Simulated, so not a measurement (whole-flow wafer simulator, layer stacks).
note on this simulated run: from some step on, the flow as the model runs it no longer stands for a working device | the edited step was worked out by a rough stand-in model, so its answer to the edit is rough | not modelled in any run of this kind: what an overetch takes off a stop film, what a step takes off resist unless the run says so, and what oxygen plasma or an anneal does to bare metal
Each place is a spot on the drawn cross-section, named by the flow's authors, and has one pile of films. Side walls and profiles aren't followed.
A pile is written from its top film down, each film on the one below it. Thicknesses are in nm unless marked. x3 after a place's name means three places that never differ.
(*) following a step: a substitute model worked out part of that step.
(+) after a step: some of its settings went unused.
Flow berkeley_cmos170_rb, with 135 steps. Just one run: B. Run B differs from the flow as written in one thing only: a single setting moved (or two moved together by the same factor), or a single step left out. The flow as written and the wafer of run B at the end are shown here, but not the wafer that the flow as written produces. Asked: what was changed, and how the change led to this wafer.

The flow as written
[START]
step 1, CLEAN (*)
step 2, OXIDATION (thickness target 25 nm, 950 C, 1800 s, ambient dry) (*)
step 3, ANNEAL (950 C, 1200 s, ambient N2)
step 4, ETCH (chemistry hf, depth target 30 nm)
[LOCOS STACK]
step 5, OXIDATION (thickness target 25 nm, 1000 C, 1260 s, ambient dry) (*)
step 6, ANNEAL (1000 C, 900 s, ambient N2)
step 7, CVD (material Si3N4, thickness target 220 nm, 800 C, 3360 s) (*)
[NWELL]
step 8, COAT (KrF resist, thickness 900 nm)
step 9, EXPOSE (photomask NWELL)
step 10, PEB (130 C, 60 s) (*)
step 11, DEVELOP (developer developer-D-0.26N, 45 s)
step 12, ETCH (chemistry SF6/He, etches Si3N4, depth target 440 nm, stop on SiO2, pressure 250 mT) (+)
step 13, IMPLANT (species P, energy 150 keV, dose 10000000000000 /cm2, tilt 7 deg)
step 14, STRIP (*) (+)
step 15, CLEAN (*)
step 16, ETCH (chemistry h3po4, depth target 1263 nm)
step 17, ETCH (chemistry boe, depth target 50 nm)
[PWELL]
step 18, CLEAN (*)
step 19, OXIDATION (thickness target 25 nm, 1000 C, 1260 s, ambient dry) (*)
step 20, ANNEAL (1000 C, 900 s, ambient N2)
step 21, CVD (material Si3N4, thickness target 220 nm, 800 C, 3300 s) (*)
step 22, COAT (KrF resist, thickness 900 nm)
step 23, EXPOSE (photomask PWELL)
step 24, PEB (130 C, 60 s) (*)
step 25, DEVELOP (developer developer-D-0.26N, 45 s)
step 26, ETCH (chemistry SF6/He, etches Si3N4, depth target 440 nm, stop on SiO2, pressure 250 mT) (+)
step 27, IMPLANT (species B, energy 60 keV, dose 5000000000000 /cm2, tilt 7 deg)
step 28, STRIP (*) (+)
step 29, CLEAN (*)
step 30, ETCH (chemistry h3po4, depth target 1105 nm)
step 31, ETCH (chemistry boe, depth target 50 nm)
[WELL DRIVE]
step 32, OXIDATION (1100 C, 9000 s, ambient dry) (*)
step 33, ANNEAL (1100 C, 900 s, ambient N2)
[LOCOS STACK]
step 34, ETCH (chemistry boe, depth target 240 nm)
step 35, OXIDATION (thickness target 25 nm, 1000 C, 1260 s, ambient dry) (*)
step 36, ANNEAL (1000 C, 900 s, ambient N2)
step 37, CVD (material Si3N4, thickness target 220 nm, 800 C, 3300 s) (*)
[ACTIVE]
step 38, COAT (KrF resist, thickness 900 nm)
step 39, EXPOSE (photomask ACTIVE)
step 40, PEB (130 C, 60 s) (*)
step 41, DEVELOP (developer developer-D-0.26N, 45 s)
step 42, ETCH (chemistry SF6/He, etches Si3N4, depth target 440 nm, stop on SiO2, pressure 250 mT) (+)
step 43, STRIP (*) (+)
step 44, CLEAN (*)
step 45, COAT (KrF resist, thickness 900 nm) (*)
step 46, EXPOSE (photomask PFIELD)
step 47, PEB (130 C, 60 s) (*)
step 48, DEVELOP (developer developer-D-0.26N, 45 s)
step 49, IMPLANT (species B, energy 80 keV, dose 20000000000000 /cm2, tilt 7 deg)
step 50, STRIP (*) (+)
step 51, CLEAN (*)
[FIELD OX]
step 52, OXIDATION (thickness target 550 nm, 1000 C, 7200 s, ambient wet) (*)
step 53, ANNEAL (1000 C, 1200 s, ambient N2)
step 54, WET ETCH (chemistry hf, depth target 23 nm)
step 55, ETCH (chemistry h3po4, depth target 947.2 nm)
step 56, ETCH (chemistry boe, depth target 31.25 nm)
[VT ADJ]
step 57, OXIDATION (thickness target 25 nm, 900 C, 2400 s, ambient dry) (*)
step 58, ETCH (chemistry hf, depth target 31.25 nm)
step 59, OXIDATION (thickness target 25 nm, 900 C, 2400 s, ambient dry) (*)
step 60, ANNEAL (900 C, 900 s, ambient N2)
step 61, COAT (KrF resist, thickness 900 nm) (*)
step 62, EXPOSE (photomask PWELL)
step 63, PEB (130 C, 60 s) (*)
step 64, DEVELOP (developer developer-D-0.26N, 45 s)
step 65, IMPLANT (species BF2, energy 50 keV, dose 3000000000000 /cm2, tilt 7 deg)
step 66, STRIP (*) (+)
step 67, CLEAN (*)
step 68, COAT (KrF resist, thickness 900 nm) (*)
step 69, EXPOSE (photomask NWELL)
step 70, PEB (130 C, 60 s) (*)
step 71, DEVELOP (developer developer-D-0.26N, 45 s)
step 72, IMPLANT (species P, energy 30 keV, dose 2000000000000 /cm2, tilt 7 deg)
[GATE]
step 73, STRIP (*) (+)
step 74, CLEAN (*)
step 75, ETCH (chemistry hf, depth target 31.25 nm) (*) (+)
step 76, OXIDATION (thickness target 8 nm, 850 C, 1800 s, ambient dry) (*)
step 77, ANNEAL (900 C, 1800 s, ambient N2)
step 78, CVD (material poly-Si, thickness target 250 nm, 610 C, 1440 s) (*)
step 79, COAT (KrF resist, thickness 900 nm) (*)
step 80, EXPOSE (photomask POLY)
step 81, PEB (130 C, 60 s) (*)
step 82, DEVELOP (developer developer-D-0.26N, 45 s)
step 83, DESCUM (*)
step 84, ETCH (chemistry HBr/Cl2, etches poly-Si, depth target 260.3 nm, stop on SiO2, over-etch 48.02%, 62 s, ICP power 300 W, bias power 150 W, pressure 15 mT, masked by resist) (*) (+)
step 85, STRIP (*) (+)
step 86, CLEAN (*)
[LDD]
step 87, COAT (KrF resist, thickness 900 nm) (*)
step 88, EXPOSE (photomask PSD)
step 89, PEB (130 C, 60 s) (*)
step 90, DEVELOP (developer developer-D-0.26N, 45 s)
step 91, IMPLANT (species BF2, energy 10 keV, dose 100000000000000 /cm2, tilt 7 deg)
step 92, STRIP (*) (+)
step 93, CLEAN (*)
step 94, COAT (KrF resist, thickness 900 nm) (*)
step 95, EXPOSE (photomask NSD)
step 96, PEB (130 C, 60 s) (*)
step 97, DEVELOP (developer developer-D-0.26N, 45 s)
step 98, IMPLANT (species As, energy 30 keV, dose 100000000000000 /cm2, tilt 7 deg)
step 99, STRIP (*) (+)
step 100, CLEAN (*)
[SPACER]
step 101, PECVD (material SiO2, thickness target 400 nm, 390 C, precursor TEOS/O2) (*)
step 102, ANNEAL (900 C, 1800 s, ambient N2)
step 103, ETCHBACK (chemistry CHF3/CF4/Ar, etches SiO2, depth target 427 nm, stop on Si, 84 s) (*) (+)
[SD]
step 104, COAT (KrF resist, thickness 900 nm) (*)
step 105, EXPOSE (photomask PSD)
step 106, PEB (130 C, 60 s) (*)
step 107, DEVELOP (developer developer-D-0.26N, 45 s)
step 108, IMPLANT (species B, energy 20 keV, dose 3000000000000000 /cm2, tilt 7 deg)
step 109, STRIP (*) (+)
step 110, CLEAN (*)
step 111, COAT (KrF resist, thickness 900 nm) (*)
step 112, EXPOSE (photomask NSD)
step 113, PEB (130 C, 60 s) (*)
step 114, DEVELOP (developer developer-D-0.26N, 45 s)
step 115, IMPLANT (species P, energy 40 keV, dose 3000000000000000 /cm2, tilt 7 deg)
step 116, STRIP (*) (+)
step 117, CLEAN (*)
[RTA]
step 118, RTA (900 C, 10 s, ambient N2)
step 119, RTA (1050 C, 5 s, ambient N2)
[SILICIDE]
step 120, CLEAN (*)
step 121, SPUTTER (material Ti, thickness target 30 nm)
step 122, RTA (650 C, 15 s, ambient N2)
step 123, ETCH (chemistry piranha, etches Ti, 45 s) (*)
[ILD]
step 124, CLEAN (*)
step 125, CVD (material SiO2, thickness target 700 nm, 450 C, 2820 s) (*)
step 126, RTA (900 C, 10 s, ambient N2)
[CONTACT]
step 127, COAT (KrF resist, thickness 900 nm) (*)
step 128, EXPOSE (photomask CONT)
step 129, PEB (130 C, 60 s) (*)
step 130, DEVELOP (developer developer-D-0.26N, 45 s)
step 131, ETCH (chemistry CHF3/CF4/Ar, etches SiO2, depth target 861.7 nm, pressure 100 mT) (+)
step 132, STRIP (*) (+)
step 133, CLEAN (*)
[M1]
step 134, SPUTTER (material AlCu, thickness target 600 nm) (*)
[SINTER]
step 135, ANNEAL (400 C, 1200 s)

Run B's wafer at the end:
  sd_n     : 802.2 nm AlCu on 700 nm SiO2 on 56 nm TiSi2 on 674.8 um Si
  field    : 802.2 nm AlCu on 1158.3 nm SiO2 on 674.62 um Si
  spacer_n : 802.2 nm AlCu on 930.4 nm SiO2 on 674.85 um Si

Cause: step 134, SPUTTER: thickness target 802.2 nm was run, whereas the flow has thickness target 600 nm.
The wafer lets one read it off: sd_n has AlCu 802.2, and step 134 as written asks for 600 nm.

The path from the change to this, step by step:
  step 134, SPUTTER (material AlCu, thickness target 600 nm) (*)
      field, sd_n, spacer_n, gate, spacer_p, gate_p, m1: AlCu gains 802.2 (new film) (as written it would have been: AlCu gains 600 (new film))
      sd_p: AlCu gains 740.2 (new film) (as written it would have been: AlCu gains 545.9 (new film))
      (also at 1 further place)
